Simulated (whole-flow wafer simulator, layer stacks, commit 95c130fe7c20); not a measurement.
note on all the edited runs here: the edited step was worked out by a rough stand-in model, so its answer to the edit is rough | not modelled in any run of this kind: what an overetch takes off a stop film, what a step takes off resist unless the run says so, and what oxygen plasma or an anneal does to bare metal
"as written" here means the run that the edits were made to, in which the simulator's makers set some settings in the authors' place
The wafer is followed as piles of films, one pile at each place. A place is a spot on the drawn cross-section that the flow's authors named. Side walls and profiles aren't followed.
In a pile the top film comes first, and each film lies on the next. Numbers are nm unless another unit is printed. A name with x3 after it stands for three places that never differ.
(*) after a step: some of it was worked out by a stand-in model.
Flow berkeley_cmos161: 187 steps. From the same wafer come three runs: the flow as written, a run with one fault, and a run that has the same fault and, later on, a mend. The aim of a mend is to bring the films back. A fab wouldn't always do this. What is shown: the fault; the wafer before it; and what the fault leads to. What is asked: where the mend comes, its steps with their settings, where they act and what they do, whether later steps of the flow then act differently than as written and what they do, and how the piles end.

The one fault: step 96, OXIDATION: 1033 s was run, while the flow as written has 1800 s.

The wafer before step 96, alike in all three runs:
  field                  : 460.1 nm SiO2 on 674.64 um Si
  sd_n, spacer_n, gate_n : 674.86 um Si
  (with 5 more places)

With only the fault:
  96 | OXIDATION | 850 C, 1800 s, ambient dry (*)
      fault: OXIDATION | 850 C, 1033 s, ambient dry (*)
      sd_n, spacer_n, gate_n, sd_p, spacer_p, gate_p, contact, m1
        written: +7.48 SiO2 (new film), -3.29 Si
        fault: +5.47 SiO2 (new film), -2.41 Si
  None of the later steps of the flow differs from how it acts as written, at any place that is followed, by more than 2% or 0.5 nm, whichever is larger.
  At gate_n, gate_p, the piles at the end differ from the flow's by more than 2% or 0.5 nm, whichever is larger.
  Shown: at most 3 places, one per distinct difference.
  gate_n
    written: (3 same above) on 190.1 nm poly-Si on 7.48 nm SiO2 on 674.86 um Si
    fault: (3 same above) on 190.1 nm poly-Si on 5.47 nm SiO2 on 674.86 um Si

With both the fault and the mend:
  After step 96 comes the mend.
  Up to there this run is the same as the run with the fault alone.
  96a | OXIDATION | 850 C, 767 s, ambient dry (*) (the flow's step 96, run once more with other settings)
      sd_n, spacer_n, gate_n, sd_p, spacer_p, gate_p, contact, m1
        +2.01 SiO2, -0.89 Si
      field
        +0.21 SiO2, -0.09 Si
  None of the later steps of the flow acts differently than as written at any place that is followed.
  At every place that both follow, the piles at the end match the flow's.
